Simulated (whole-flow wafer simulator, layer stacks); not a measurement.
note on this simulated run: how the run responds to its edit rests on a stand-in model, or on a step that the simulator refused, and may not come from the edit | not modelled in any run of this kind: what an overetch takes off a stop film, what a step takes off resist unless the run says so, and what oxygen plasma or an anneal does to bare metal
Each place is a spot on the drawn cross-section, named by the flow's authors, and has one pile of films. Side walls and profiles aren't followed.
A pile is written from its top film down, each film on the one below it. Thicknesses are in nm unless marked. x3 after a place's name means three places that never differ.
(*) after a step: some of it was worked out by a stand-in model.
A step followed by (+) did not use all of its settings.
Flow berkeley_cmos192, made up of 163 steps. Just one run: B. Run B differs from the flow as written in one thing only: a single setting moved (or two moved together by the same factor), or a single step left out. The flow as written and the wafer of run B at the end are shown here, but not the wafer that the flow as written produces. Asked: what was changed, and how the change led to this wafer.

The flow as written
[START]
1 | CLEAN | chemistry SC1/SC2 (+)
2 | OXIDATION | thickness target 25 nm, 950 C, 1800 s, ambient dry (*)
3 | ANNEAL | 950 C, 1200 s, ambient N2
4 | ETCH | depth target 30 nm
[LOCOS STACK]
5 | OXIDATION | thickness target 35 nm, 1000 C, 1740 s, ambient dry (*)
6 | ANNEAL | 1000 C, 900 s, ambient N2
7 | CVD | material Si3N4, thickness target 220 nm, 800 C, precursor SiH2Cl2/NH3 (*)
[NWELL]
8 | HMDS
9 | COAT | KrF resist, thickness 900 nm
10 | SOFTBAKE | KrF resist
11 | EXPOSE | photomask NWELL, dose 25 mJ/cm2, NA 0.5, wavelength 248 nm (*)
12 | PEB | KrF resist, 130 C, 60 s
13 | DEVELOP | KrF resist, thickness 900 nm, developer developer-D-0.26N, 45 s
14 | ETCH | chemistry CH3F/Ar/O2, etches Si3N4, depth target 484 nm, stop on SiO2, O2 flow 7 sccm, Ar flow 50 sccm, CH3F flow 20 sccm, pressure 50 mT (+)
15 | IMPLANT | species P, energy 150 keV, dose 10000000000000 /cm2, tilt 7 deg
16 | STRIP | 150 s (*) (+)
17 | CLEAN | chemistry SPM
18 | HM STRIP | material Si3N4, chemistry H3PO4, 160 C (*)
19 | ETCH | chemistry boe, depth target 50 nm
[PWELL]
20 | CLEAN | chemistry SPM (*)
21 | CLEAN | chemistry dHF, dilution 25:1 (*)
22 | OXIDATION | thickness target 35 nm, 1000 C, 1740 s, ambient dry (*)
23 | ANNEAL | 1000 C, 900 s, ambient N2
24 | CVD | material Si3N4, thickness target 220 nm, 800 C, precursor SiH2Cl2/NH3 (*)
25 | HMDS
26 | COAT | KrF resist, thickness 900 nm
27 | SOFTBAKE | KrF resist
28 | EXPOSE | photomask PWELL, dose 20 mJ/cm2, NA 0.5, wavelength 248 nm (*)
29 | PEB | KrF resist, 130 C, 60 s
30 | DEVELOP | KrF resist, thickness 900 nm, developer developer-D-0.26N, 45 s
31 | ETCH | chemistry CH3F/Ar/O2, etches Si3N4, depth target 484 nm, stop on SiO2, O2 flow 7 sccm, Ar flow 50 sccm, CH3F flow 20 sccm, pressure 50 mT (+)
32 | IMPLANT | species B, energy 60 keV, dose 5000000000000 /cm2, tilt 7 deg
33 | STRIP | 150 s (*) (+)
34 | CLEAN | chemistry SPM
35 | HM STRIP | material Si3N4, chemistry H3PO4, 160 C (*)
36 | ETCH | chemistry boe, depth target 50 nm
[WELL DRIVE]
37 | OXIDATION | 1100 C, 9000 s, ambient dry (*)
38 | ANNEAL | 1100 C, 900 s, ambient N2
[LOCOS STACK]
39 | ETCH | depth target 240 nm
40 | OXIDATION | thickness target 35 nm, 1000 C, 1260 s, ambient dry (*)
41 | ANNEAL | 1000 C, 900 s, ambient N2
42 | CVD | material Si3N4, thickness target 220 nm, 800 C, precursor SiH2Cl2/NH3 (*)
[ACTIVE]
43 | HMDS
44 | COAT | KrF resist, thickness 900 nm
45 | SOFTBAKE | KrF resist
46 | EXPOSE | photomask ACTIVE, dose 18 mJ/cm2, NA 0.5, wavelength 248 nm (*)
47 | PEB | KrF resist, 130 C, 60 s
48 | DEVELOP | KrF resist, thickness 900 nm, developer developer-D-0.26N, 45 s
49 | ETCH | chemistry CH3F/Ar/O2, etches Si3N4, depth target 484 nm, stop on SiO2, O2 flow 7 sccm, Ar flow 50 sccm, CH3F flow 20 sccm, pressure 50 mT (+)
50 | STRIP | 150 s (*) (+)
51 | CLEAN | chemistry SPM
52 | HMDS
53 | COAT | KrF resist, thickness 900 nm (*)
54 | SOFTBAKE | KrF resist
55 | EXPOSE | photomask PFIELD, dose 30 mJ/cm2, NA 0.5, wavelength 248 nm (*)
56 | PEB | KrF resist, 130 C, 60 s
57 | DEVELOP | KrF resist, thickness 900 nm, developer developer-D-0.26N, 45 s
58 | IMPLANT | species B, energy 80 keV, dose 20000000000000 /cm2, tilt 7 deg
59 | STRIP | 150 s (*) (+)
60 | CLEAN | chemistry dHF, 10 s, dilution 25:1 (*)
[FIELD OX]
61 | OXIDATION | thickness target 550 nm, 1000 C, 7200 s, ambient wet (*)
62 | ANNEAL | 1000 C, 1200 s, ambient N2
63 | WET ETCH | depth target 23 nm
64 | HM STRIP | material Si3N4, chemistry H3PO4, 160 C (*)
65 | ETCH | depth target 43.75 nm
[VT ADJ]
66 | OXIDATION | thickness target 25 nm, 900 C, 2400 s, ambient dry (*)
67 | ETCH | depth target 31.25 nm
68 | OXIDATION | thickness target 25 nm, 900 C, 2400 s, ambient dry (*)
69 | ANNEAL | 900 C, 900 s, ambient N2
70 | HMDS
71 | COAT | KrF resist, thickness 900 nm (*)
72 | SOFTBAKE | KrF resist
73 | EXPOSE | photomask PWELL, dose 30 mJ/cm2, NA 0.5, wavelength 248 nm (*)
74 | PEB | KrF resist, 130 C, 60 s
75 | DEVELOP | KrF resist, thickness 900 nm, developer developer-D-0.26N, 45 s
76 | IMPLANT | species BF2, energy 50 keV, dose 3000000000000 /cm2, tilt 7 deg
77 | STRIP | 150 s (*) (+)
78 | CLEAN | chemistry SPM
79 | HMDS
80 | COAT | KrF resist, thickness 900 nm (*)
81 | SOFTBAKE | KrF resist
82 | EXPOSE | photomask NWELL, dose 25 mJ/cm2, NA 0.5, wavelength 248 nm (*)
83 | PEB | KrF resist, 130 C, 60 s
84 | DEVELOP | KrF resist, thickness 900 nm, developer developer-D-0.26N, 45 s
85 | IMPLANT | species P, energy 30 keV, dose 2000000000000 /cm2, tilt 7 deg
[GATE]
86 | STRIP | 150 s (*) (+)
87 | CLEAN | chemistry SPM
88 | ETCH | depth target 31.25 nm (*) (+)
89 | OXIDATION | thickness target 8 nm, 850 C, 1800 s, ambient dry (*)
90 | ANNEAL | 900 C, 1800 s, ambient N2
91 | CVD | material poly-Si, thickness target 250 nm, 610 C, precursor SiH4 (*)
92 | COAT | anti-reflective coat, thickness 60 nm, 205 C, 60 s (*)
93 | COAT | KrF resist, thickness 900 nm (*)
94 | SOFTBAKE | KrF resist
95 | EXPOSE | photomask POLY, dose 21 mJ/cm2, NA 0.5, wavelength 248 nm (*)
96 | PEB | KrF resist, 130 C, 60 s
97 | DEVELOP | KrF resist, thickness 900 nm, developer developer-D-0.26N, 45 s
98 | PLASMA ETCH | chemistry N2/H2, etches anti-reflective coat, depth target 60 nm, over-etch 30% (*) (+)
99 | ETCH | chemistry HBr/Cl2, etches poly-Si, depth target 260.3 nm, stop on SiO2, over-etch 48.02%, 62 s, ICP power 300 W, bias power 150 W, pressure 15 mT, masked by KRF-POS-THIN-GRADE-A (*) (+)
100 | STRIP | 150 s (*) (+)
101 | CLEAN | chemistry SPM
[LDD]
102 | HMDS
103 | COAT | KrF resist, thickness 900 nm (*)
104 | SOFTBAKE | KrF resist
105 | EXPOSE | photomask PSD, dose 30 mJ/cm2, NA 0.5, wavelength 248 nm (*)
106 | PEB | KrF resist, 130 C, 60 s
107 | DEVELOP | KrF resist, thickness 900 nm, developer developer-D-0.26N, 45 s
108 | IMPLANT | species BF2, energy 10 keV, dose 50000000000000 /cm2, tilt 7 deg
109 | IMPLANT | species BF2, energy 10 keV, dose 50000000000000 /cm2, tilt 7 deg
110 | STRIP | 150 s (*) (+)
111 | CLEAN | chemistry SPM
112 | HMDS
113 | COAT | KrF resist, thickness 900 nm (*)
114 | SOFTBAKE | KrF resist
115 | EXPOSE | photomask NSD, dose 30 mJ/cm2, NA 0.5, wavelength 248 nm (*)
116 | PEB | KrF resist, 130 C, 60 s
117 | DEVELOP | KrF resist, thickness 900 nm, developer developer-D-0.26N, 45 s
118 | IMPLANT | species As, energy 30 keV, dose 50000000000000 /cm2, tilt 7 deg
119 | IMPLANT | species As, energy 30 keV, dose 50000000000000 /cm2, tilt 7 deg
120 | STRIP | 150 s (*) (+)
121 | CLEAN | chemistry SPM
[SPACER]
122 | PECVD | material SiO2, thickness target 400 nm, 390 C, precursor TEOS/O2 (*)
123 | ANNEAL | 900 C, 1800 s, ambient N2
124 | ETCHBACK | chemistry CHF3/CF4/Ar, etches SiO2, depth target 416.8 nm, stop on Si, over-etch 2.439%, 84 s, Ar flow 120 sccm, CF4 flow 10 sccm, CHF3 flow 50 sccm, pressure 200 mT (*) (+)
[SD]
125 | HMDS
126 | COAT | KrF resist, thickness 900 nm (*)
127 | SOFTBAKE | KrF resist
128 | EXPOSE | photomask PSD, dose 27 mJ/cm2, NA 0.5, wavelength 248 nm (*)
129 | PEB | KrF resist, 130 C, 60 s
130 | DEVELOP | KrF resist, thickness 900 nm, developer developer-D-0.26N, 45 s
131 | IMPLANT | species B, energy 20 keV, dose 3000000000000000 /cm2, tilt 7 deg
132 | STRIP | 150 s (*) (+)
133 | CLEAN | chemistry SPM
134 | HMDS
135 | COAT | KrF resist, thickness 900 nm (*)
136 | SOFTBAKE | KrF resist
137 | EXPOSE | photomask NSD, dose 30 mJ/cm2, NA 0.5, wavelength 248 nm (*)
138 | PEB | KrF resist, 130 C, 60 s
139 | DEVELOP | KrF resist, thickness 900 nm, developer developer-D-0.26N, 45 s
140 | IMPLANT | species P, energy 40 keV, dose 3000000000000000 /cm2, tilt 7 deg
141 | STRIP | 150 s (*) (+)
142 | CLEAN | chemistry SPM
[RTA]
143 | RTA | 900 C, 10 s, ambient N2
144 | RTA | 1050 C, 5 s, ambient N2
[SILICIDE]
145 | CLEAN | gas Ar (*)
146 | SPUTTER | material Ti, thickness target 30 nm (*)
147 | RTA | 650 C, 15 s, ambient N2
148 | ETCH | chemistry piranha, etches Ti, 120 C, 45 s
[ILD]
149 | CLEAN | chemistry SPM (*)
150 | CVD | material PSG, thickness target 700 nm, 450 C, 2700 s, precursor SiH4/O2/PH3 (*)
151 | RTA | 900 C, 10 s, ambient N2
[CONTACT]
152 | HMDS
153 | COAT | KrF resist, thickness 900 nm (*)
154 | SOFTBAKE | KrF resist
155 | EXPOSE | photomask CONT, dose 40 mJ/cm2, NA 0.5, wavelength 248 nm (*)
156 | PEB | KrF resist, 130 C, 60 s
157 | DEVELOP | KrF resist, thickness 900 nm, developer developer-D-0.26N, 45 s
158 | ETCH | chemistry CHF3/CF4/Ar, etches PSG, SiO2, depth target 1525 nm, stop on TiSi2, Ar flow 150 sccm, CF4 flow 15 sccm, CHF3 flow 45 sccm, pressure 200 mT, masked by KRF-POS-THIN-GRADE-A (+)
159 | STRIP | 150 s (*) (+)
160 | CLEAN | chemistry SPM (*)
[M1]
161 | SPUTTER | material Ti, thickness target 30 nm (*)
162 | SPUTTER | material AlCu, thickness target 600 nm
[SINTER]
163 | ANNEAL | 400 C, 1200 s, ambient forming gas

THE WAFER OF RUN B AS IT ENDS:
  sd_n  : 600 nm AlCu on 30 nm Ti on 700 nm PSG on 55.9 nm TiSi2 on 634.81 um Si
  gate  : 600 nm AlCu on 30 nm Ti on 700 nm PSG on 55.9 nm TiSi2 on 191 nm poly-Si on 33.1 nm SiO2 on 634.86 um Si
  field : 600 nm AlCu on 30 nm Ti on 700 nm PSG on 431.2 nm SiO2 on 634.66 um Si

The reason: step 39, ETCH: depth target 85 nm was run, though the flow has depth target 240 nm.

How this came from the change, step by step:
  39 | ETCH | depth target 240 nm
      field, sd_n, spacer_n and 6 more: -85 SiO2 (it would be, as written: -197.6 SiO2 (all of it))
  40 | OXIDATION | thickness target 35 nm, 1000 C, 1260 s, ambient dry (*)
      field, sd_n, spacer_n and 6 more: +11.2 SiO2, -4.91 Si (it would be, as written: +26.6 SiO2 (new film), -11.7 Si)
  61 | OXIDATION | thickness target 550 nm, 1000 C, 7200 s, ambient wet (*)
      sd_n, sd_p: +12.1 SiO2 (new film), -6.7 Si3N4 (it would be, as written: +12.1 SiO2 (new film), -6.7 Si3N4, +0.06 SiO2, -0.06 Si)
      gate: +12.1 SiO2 (new film), -6.7 Si3N4 (it would be, as written: +12.1 SiO2 (new film), -6.7 Si3N4, +0.05 SiO2, -0.05 Si)
      (also at 1 further place)
  65 | ETCH | depth target 43.75 nm
      sd_n, spacer_n, gate, sd_p, spacer_p, gate_p, contact, m1: -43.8 SiO2 (it would be, as written: -24.6 SiO2 (all of it))
  66 | OXIDATION | thickness target 25 nm, 900 C, 2400 s, ambient dry (*)
      sd_n, spacer_n, gate, sd_p, spacer_p, gate_p, contact, m1: +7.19 SiO2, -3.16 Si (it would be, as written: +14.9 SiO2 (new film), -6.57 Si)
  67 | ETCH | depth target 31.25 nm
      sd_n, spacer_n, gate, sd_p, spacer_p, gate_p, contact, m1: -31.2 SiO2 (it would be, as written: -14.9 SiO2 (all of it))
  68 | OXIDATION | thickness target 25 nm, 900 C, 2400 s, ambient dry (*)
      sd_n, spacer_n, gate, sd_p, spacer_p, gate_p, contact, m1: +7 SiO2, -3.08 Si (it would be, as written: +14.9 SiO2 (new film), -6.57 Si)
  88 | ETCH | depth target 31.25 nm (*) (+)
      sd_n, spacer_n, gate, sd_p, spacer_p, gate_p, contact, m1: -31.3 SiO2 (it would be, as written: -14.9 SiO2 (all of it))
  89 | OXIDATION | thickness target 8 nm, 850 C, 1800 s, ambient dry (*)
      sd_n, spacer_n, gate, sd_p, spacer_p, gate_p, contact, m1: +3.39 SiO2, -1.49 Si (it would be, as written: +7.48 SiO2 (new film), -3.29 Si)
  92 | COAT | anti-reflective coat, thickness 60 nm, 205 C, 60 s (*)
      sd_n: +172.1 anti-reflective coat (new film) (it would be, as written: +152.4 anti-reflective coat (new film))
      spacer_n: +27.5 anti-reflective coat (new film) (it would be, as written: +33.8 anti-reflective coat (new film))
      (also at 6 further places)
  93 | COAT | KrF resist, thickness 900 nm (*)
      spacer_n: +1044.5 KrF resist (new film) (it would be, as written: +1021.2 KrF resist (new film))
      gate: +1047.5 KrF resist (new film) (it would be, as written: +1023.8 KrF resist (new film))
  97 | DEVELOP | KrF resist, thickness 900 nm, developer developer-D-0.26N, 45 s
      spacer_n: -1042.7 KrF resist (all of it) (it would be, as written: -1019.5 KrF resist (all of it))
  98 | PLASMA ETCH | chemistry N2/H2, etches anti-reflective coat, depth target 60 nm, over-etch 30% (*) (+)
      field: -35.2 anti-reflective coat (all of it), -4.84 poly-Si (it would be, as written: -35.3 anti-reflective coat (all of it), -4.18 poly-Si)
      sd_n: -172.1 anti-reflective coat (all of it), -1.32 poly-Si (it would be, as written: -152.4 anti-reflective coat (all of it), -1.17 poly-Si)
      (also at 5 further places)
  100 | STRIP | 150 s (*) (+)
      gate: +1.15 chemical SiO2 (new film), -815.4 KrF resist (all of it), -23 anti-reflective coat (all of it), -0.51 poly-Si (it would be, as written: +1.15 chemical SiO2 (new film), -791.8 KrF resist (all of it), -30 anti-reflective coat (all of it), -0.51 poly-Si)
      gate_p: +1.15 chemical SiO2 (new film), -780.3 KrF resist (all of it), -26.4 anti-reflective coat (all of it), -0.51 poly-Si (it would be, as written: +1.15 chemical SiO2 (new film), -765.1 KrF resist (all of it), -31 anti-reflective coat (all of it), -0.51 poly-Si)
  124 | ETCHBACK | chemistry CHF3/CF4/Ar, etches SiO2, depth target 416.8 nm, stop on Si, over-etch 2.439%, 84 s, Ar flow 120 sccm, CF4 flow 10 sccm, CHF3 flow 50 sccm, pressure 200 mT (*) (+)
      sd_n: -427 SiO2 (it would be, as written: -406 SiO2 (all of it))
      contact: -427 SiO2 (it would be, as written: -405.8 SiO2 (all of it))
      (also at 2 further places)
  126 | COAT | KrF resist, thickness 900 nm (*)
      sd_n: +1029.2 KrF resist (new film) (it would be, as written: +999.7 KrF resist (new film))
      sd_p: +1033.6 KrF resist (new film) (it would be, as written: +1006.2 KrF resist (new film))
      (also at 2 further places)
  ... 13 further steps ...
  162 | SPUTTER | material AlCu, thickness target 600 nm
      sd_p: +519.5 AlCu (new film) (it would be, as written: +551.2 AlCu (new film))
